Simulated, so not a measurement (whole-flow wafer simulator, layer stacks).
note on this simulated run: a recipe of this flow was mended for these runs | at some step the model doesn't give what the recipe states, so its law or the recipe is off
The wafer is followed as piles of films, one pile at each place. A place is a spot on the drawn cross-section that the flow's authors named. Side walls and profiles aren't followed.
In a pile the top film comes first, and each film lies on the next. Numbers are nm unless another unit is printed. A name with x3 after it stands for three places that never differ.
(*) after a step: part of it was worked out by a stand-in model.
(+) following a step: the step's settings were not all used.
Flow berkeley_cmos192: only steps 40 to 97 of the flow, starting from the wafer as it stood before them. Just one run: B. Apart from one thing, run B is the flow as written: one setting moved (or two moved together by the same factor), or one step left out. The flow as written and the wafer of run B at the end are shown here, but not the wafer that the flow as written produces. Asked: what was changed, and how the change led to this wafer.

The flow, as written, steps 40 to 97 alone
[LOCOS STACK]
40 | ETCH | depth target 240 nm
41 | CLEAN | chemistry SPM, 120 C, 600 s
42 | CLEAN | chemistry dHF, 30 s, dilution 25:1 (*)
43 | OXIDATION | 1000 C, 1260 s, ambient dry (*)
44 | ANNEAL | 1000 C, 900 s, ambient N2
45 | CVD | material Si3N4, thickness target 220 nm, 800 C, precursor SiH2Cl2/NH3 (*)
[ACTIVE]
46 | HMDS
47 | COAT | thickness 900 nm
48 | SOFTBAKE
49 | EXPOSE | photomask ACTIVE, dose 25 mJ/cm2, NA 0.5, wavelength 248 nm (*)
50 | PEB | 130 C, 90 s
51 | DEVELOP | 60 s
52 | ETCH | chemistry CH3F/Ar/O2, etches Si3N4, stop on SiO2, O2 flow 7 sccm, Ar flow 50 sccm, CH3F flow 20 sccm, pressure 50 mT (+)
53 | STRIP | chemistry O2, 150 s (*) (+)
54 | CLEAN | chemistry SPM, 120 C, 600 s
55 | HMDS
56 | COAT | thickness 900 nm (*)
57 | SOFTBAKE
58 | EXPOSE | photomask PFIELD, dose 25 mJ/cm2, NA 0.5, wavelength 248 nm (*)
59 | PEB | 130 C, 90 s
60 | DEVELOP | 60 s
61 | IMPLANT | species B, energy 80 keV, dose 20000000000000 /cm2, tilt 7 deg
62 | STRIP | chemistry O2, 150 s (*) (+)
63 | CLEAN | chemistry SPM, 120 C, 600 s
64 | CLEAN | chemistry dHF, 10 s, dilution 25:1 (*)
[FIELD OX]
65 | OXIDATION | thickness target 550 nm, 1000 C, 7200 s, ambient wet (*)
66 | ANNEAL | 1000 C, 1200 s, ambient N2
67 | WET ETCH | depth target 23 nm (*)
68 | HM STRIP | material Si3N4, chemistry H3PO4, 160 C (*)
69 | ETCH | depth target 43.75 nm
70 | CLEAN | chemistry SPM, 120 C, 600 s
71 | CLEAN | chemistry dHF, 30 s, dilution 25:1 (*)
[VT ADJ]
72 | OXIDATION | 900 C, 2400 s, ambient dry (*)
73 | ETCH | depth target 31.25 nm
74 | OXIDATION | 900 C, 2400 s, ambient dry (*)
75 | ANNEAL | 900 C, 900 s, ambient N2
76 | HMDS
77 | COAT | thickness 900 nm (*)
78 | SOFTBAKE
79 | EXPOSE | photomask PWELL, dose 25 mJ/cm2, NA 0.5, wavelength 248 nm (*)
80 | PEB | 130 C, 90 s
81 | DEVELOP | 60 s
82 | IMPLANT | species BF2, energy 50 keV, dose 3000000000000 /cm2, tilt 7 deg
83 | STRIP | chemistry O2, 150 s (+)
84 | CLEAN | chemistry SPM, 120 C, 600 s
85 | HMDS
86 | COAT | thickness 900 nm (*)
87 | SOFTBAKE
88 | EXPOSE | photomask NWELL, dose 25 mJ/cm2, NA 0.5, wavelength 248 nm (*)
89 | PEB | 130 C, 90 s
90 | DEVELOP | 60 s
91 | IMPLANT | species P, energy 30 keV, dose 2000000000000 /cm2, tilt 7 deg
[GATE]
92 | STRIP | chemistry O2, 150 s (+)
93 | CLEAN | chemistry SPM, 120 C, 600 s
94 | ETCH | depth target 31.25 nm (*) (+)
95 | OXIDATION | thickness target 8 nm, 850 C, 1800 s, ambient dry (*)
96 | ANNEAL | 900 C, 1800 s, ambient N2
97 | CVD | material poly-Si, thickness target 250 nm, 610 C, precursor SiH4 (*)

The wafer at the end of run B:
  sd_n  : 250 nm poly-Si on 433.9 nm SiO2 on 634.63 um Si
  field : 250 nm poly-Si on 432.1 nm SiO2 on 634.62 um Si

What caused this: step 45, CVD: 560 C was run, while the flow as written has 800 C.

How this came from the change, step by step:
  45 | CVD | material Si3N4, thickness target 220 nm, 800 C, precursor SiH2Cl2/NH3 (*)
      field, sd_n, spacer_n and 6 more: +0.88 Si3N4 (new film) (it would be, as written: +220 Si3N4 (new film))
  52 | ETCH | chemistry CH3F/Ar/O2, etches Si3N4, stop on SiO2, O2 flow 7 sccm, Ar flow 50 sccm, CH3F flow 20 sccm, pressure 50 mT (+)
      sd_n, spacer_n, gate, sd_p, spacer_p, gate_p, contact, m1: -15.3 KrF-resist (it would be, as written: -161.3 KrF-resist)
      field: -0.88 Si3N4 (all of it), -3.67 SiO2 (it would be, as written: -220 Si3N4 (all of it), -3.67 SiO2)
  53 | STRIP | chemistry O2, 150 s (*) (+)
      sd_n, spacer_n, gate, sd_p, spacer_p, gate_p, contact, m1: -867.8 KrF-resist (all of it) (it would be, as written: -721.7 KrF-resist (all of it))
  56 | COAT | thickness 900 nm (*)
      field: +901.2 KrF-resist (new film) (it would be, as written: +961.2 KrF-resist (new film))
      sd_n: +897.6 KrF-resist (new film) (it would be, as written: +785.2 KrF-resist (new film))
      (as well as at 7 more places)
  60 | DEVELOP | 60 s
      field: -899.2 KrF-resist (all of it) (it would be, as written: -959 KrF-resist (all of it))
  62 | STRIP | chemistry O2, 150 s (*) (+)
      sd_n: -880.7 KrF-resist (all of it) (it would be, as written: -768.5 KrF-resist (all of it))
      spacer_n: -881.3 KrF-resist (all of it) (it would be, as written: -801.2 KrF-resist (all of it))
      (as well as at 6 more places)
  64 | CLEAN | chemistry dHF, 10 s, dilution 25:1 (*)
      sd_n, spacer_n, gate, sd_p, spacer_p, gate_p, contact, m1: -0.88 Si3N4 (all of it) (it would be, as written: -0.72 Si3N4)
  65 | OXIDATION | thickness target 550 nm, 1000 C, 7200 s, ambient wet (*)
      spacer_n, spacer_p, gate_p, contact, m1: +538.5 SiO2, -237 Si (it would be, as written: +12.1 SiO2 (new film), -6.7 Si3N4)
      sd_n, sd_p: +538.5 SiO2, -237 Si (it would be, as written: +12.1 SiO2 (new film), -6.7 Si3N4, +0.06 SiO2, -0.06 Si)
      (as well as at 1 more place)
  67 | WET ETCH | depth target 23 nm (*)
      sd_n, spacer_n, gate, sd_p, spacer_p, gate_p, contact, m1: -23 SiO2 (it would be, as written: -12.1 SiO2 (all of it), -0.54 Si3N4)
  68 | HM STRIP | material Si3N4, chemistry H3PO4, 160 C (*)
      sd_n, spacer_n, gate, sd_p, spacer_p, gate_p, contact, m1: nothing (it would be, as written: -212 Si3N4 (all of it), -9.87 SiO2)
      field: nothing (it would be, as written: -16.5 SiO2)
  69 | ETCH | depth target 43.75 nm
      spacer_n, gate, spacer_p, gate_p, contact, m1: -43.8 SiO2 (it would be, as written: -16.7 SiO2 (all of it))
      sd_n, sd_p: -43.8 SiO2 (it would be, as written: -16.8 SiO2 (all of it))
  70 | CLEAN | chemistry SPM, 120 C, 600 s
      sd_n, spacer_n, gate, sd_p, spacer_p, gate_p, contact, m1: nothing (it would be, as written: +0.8 chemical SiO2 (new film), -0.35 Si)
  71 | CLEAN | chemistry dHF, 30 s, dilution 25:1 (*)
      sd_n, spacer_n, gate, sd_p, spacer_p, gate_p, contact, m1: -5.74 SiO2 (it would be, as written: -0.8 chemical SiO2 (all of it))
  72 | OXIDATION | 900 C, 2400 s, ambient dry (*)
      sd_n, spacer_n, gate, sd_p, spacer_p, gate_p, contact, m1: +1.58 SiO2, -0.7 Si (it would be, as written: +14.9 SiO2 (new film), -6.57 Si)
  73 | ETCH | depth target 31.25 nm
      sd_n, spacer_n, gate, sd_p, spacer_p, gate_p, contact, m1: -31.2 SiO2 (it would be, as written: -14.9 SiO2 (all of it))
  74 | OXIDATION | 900 C, 2400 s, ambient dry (*)
      sd_n, spacer_n, gate, sd_p, spacer_p, gate_p, contact, m1: +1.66 SiO2, -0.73 Si (it would be, as written: +14.9 SiO2 (new film), -6.57 Si)
  ... 7 further steps ...
  95 | OXIDATION | thickness target 8 nm, 850 C, 1800 s, ambient dry (*)
      sd_n, spacer_n, gate, sd_p, spacer_p, gate_p, contact, m1: +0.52 SiO2, -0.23 Si (it would be, as written: +7.48 SiO2 (new film), -3.29 Si)
